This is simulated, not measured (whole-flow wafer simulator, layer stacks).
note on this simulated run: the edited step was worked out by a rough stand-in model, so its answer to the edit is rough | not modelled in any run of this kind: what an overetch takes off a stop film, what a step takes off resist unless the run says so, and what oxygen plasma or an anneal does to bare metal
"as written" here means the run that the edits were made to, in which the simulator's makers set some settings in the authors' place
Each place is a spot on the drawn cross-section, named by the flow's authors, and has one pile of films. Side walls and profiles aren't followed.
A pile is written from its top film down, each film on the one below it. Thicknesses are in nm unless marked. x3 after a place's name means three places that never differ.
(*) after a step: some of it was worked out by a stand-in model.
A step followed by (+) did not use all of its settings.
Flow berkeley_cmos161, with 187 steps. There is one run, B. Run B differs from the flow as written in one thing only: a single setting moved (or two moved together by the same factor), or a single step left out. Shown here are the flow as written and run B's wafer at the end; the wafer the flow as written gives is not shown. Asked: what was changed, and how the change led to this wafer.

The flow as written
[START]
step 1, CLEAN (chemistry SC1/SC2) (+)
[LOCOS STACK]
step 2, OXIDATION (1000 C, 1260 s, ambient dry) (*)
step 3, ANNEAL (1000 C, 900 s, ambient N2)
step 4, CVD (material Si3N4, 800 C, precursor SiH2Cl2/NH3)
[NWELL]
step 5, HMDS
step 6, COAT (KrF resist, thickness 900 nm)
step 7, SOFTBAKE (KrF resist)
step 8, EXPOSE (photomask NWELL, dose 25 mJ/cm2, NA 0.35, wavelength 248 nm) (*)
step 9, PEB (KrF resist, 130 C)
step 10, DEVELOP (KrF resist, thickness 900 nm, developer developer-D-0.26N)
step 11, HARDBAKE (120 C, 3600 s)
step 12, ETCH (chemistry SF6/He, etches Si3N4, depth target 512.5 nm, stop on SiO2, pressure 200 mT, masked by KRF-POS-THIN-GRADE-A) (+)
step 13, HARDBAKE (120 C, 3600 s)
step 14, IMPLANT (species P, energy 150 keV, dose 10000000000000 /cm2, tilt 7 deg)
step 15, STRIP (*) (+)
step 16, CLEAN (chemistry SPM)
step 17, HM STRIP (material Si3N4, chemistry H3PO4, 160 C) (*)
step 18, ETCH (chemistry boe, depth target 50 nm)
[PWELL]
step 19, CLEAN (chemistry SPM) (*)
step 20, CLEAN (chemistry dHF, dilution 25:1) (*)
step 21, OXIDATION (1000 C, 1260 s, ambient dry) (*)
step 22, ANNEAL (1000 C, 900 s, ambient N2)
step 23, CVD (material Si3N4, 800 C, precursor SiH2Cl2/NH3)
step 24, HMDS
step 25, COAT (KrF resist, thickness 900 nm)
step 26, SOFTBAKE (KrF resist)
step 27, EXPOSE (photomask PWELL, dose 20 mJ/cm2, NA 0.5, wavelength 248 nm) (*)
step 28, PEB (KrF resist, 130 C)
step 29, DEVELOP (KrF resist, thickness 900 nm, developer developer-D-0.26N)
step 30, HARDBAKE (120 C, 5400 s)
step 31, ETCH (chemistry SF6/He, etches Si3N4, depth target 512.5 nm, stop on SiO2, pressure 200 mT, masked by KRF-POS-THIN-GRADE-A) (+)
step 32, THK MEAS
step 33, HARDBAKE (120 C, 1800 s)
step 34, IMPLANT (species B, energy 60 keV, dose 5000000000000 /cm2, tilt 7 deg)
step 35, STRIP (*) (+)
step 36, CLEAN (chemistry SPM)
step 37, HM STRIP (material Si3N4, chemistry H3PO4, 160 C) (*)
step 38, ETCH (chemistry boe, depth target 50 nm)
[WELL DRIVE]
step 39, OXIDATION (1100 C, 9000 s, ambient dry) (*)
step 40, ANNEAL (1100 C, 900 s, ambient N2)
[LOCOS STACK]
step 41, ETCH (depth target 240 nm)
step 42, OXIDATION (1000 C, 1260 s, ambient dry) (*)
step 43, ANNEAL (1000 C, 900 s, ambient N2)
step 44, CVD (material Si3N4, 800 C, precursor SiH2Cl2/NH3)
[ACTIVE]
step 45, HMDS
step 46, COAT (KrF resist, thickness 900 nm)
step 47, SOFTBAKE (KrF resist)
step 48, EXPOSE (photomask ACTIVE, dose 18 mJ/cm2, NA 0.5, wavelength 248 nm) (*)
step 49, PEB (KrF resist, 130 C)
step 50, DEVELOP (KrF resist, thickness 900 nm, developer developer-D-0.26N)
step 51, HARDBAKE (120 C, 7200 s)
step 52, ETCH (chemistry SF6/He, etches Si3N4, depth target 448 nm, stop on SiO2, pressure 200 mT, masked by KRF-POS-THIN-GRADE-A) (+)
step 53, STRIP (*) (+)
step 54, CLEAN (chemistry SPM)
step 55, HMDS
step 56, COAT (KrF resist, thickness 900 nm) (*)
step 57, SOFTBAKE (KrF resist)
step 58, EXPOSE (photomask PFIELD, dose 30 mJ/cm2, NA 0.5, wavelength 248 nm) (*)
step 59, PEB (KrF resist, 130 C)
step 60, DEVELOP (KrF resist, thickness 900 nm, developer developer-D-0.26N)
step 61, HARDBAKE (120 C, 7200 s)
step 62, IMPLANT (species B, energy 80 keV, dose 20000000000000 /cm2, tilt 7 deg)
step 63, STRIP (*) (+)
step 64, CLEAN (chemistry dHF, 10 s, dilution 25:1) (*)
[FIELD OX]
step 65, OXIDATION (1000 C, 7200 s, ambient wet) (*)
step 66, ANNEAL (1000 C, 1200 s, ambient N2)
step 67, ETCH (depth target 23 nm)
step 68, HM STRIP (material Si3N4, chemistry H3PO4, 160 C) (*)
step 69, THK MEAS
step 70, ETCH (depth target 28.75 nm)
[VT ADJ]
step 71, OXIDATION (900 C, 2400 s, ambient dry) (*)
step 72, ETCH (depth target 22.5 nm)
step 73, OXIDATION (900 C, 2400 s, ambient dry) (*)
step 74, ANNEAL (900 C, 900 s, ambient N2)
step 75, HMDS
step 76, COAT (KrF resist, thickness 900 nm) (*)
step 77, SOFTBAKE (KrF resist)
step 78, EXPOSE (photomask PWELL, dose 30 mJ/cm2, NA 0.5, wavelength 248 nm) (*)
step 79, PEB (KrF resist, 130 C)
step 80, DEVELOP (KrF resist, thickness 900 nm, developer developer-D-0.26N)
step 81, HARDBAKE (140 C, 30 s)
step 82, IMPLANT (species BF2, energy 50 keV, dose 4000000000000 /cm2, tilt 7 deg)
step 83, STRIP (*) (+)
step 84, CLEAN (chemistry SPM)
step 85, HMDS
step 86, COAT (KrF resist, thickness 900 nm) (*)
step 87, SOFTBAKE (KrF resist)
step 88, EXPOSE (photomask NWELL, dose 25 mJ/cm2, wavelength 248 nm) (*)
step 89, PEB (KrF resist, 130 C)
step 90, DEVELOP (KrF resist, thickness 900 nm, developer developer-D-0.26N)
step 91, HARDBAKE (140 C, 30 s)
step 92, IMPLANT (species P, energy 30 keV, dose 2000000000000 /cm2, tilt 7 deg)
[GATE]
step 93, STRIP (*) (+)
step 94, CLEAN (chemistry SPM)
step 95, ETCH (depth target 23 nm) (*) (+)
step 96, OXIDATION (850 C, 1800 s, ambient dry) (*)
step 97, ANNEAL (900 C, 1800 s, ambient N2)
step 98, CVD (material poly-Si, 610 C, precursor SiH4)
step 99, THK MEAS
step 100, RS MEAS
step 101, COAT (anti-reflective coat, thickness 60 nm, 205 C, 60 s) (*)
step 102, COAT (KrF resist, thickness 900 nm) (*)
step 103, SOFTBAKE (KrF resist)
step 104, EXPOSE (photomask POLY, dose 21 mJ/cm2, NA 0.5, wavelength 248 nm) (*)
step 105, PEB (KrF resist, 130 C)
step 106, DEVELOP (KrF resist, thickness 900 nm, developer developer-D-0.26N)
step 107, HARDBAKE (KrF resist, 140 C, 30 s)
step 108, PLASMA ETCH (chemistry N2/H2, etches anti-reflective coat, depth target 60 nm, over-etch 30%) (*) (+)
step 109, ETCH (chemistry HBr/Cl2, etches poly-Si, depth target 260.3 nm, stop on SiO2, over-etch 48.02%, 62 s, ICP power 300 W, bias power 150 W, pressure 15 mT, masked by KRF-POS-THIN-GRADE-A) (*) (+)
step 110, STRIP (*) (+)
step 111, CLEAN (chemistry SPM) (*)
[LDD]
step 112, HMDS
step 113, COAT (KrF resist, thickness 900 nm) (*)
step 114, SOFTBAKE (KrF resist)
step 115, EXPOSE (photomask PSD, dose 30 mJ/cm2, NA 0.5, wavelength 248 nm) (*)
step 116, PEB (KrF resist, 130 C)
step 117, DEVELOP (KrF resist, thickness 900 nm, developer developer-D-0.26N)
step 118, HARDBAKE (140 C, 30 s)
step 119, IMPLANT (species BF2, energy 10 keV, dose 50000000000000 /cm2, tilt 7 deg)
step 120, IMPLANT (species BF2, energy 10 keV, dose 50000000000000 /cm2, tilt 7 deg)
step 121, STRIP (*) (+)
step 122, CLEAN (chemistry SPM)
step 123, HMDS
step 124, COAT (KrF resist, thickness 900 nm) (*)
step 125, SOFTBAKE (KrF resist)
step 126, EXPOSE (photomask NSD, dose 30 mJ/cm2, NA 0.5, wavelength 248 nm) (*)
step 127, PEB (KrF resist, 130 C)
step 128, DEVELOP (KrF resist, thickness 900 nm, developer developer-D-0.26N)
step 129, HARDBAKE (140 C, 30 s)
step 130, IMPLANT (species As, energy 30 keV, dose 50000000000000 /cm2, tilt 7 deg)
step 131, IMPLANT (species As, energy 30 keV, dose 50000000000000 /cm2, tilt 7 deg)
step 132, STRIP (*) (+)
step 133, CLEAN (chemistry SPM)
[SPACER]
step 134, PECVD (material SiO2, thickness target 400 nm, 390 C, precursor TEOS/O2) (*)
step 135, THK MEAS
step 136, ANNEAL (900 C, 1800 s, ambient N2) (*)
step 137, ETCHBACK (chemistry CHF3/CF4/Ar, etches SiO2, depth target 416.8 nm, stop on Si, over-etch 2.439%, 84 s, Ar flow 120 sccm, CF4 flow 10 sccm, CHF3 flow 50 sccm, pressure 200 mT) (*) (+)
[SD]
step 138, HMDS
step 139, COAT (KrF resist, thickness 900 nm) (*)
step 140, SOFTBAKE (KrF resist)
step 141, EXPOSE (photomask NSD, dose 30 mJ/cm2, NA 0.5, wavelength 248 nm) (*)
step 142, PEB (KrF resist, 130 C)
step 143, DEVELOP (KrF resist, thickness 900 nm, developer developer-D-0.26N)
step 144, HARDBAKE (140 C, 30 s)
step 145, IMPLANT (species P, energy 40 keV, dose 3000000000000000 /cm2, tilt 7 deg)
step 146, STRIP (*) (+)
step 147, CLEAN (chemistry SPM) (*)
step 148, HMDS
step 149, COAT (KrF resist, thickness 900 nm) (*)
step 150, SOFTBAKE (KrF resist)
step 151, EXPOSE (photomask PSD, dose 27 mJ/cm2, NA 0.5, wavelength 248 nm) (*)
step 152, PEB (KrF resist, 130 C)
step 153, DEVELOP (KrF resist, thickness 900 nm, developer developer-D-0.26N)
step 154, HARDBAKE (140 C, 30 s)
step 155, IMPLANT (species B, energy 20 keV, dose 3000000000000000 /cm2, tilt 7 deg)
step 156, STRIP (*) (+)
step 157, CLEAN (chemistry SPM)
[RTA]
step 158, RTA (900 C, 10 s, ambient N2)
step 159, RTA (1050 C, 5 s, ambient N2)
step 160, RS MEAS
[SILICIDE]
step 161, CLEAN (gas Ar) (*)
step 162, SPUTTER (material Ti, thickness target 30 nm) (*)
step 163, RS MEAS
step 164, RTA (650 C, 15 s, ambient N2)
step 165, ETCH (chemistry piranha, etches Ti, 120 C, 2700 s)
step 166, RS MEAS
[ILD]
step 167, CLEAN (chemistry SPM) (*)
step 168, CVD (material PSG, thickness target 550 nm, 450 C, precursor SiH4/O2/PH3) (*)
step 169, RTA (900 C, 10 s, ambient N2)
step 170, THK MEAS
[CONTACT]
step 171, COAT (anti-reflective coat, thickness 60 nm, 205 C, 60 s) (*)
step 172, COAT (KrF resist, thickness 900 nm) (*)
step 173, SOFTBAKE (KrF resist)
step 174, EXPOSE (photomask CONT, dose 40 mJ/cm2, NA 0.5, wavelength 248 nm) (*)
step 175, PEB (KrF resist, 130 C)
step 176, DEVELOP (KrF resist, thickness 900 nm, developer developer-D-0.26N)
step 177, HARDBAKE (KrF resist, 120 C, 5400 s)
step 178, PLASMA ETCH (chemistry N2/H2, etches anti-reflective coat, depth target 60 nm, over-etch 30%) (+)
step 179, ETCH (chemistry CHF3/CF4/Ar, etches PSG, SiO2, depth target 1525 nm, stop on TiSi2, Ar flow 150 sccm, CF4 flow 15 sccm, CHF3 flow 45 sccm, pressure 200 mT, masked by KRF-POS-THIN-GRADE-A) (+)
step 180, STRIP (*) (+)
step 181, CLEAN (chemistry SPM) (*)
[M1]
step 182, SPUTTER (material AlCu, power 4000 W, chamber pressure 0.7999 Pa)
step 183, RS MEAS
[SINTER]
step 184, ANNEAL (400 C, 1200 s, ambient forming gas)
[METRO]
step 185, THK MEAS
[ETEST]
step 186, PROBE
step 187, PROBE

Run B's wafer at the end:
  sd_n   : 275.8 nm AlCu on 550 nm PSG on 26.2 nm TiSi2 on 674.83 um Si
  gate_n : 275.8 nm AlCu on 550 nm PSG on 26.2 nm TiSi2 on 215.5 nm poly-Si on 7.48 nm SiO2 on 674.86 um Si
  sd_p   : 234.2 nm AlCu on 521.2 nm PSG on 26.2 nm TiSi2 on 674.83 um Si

What caused this: step 162, SPUTTER: thickness target 15 nm was run, though the flow has thickness target 30 nm.

How this came from the change, step by step:
  step 162, SPUTTER (material Ti, thickness target 30 nm) (*)
      field, sd_n, spacer_n and 6 more: +15 Ti (new film) (as written it would have been: +30 Ti (new film))
  step 164, RTA (650 C, 15 s, ambient N2)
      sd_n, sd_p, contact, m1: -11.7 Ti, +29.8 TiSi2 C49 (new film), -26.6 Si (as written it would have been: -23.4 Ti, +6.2 TiSi first (new film), +50.3 TiSi2 C49 (new film), -49 Si)
      gate_n, gate_p: -11.7 Ti, +29.8 TiSi2 C49 (new film), -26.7 poly-Si (as written it would have been: -23.4 Ti, +6.2 TiSi first (new film), +50.3 TiSi2 C49 (new film), -49.2 poly-Si)
  step 165, ETCH (chemistry piranha, etches Ti, 120 C, 2700 s)
      sd_n, gate_n, sd_p, gate_p, contact, m1: -3.3 Ti (all of it), -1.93 TiSi2 C49 (as written it would have been: -6.6 Ti (all of it), -1.93 TiSi first)
      field, spacer_n, spacer_p: -15 Ti (all of it) (as written it would have been: -30 Ti (all of it))
  step 169, RTA (900 C, 10 s, ambient N2)
      sd_n, sd_p, contact, m1: under 1 film: +26.2 TiSi2 (new film), -27.8 TiSi2 C49 (all of it) (as written it would have been: under 1 film: +53.3 TiSi2 (new film), -4.27 TiSi first (all of it), -50.3 TiSi2 C49 (all of it), -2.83 Si)
      gate_n, gate_p: under 1 film: +26.2 TiSi2 (new film), -27.8 TiSi2 C49 (all of it) (as written it would have been: under 1 film: +53.3 TiSi2 (new film), -4.27 TiSi first (all of it), -50.3 TiSi2 C49 (all of it), -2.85 poly-Si)
